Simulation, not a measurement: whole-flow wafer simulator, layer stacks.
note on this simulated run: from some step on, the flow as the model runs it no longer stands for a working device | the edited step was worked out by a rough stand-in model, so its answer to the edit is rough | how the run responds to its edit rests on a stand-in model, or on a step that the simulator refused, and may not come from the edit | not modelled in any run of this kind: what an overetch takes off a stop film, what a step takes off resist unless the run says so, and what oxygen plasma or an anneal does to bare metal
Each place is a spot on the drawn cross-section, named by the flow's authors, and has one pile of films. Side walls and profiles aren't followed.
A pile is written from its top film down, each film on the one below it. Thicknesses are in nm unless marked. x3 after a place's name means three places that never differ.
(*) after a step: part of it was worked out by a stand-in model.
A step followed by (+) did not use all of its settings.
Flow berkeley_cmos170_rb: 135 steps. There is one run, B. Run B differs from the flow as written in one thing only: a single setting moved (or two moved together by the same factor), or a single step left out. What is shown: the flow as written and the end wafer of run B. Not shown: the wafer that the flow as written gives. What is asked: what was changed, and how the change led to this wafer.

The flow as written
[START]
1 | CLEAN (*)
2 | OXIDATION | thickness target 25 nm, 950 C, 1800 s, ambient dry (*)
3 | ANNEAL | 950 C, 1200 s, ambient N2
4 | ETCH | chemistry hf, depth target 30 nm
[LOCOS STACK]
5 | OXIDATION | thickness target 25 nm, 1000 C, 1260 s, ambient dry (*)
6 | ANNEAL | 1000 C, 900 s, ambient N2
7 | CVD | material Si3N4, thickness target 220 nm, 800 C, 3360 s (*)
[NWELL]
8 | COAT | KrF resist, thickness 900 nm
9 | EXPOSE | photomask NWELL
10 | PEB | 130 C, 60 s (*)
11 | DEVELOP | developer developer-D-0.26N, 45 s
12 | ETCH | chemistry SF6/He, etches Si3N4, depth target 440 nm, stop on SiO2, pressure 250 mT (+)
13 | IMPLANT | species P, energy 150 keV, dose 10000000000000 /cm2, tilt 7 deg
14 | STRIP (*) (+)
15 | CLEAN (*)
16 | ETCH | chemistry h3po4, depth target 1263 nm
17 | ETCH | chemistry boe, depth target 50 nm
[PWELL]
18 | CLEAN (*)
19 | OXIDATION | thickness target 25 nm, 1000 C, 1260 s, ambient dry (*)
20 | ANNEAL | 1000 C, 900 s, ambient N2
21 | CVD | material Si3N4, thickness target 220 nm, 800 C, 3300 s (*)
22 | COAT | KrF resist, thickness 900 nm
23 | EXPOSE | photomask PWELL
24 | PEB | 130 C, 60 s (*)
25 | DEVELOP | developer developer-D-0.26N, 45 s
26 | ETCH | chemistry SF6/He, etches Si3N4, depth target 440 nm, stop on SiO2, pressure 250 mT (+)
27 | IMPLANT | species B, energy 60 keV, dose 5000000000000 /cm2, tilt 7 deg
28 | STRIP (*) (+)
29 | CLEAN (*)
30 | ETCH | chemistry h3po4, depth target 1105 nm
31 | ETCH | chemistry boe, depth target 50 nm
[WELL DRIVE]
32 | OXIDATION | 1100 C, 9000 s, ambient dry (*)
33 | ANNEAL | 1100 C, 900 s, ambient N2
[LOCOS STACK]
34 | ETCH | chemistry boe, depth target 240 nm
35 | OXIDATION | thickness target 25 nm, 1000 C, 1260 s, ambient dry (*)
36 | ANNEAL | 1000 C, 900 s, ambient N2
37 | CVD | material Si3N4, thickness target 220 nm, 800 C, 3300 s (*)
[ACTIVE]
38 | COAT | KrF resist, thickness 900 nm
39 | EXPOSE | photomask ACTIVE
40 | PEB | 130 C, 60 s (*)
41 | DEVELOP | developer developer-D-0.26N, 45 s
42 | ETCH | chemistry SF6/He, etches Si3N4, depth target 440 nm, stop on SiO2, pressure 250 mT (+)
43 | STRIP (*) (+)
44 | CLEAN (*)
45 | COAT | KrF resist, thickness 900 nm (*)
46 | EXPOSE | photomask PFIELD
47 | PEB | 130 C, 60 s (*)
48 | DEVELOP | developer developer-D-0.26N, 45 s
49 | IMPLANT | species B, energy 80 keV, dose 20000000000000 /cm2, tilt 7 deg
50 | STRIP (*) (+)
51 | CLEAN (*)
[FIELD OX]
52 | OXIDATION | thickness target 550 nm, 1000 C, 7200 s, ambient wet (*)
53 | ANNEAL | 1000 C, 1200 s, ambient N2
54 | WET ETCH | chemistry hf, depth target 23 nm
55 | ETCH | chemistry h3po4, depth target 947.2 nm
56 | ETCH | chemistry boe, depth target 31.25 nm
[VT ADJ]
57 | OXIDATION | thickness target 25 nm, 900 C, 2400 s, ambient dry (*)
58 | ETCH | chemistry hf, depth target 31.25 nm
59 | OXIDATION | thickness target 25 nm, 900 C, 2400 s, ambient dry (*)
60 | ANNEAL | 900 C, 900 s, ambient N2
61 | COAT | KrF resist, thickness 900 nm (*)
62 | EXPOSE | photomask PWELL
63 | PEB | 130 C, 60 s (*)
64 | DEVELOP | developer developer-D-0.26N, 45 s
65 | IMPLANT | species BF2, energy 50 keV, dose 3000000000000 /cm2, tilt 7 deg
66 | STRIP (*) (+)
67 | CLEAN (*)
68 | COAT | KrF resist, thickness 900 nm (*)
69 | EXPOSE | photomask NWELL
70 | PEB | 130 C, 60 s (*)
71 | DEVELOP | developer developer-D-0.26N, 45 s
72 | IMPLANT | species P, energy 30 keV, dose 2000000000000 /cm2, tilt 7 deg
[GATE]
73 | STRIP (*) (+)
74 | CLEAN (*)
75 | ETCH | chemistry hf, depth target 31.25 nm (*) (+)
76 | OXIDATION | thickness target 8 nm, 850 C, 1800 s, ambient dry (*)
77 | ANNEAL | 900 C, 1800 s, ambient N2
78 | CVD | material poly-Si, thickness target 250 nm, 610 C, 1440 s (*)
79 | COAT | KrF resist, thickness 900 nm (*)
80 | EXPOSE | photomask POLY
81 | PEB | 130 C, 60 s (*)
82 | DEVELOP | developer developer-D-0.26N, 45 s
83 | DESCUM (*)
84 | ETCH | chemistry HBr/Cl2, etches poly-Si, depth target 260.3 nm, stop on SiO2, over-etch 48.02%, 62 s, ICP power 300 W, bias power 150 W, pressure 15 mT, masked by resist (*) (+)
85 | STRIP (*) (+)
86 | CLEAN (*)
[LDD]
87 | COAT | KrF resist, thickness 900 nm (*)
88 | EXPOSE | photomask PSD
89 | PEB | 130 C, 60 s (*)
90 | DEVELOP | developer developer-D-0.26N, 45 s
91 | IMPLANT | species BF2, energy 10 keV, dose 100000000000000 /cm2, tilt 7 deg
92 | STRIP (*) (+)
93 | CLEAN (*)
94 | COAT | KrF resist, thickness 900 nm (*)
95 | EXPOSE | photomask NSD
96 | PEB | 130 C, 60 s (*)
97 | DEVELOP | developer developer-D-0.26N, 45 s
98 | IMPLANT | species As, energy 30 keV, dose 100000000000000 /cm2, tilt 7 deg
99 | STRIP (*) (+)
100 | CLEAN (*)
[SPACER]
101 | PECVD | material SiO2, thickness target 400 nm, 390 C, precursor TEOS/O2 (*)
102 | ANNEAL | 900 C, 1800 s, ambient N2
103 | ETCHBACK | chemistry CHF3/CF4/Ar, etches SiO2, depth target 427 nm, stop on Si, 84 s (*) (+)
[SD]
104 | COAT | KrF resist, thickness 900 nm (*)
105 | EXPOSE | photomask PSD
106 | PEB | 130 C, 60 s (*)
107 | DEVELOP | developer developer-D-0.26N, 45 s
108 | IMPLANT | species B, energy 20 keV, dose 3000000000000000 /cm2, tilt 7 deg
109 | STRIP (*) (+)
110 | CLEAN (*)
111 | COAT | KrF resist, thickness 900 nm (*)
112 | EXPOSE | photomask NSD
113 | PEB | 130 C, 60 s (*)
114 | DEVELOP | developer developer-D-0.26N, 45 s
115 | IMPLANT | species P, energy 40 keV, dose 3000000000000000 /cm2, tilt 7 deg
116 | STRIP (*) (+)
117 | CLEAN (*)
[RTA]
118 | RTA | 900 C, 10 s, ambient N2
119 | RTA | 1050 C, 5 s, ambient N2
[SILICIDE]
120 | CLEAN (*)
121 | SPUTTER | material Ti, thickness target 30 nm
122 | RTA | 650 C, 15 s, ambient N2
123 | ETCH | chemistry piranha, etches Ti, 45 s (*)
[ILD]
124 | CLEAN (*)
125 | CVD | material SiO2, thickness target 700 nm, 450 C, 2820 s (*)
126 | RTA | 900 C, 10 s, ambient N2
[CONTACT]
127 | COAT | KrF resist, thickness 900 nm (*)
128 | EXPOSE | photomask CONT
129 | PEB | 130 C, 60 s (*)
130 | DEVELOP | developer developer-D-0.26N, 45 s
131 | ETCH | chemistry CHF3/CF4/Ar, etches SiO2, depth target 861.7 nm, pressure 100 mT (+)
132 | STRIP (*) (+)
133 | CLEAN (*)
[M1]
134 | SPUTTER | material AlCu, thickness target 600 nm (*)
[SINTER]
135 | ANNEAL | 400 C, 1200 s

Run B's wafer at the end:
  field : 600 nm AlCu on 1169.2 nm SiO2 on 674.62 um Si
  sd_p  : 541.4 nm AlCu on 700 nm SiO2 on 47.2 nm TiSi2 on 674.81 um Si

Cause: step 75, ETCH: depth target 20.31 nm was run, though the flow has depth target 31.25 nm.

The path from the change to this, step by step:
  75 | ETCH | chemistry hf, depth target 31.25 nm (*) (+)
      field: SiO2 loses 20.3 (in the flow as written it would be: SiO2 loses 31.3)
  121 | SPUTTER | material Ti, thickness target 30 nm
      sd_p: Ti gains 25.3 (new film) (in the flow as written it would be: Ti gains 27.1 (new film))
  122 | RTA | 650 C, 15 s, ambient N2
      sd_p: Ti loses 19.7, TiSi2 C49 gains 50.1 (new film), Si loses 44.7 (in the flow as written it would be: Ti loses 21.1, TiSi first gains 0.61 (new film), TiSi2 C49 gains 52.9 (new film), Si loses 47.6)
  126 | RTA | 900 C, 10 s, ambient N2
      sd_p: under 1 film: TiSi2 gains 47.2 (new film), TiSi2 C49 loses 50.1 (all of it) (in the flow as written it would be: under 1 film: TiSi2 gains 50.7 (new film), TiSi first loses 0.61 (all of it), TiSi2 C49 loses 52.9 (all of it), Si loses 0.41)
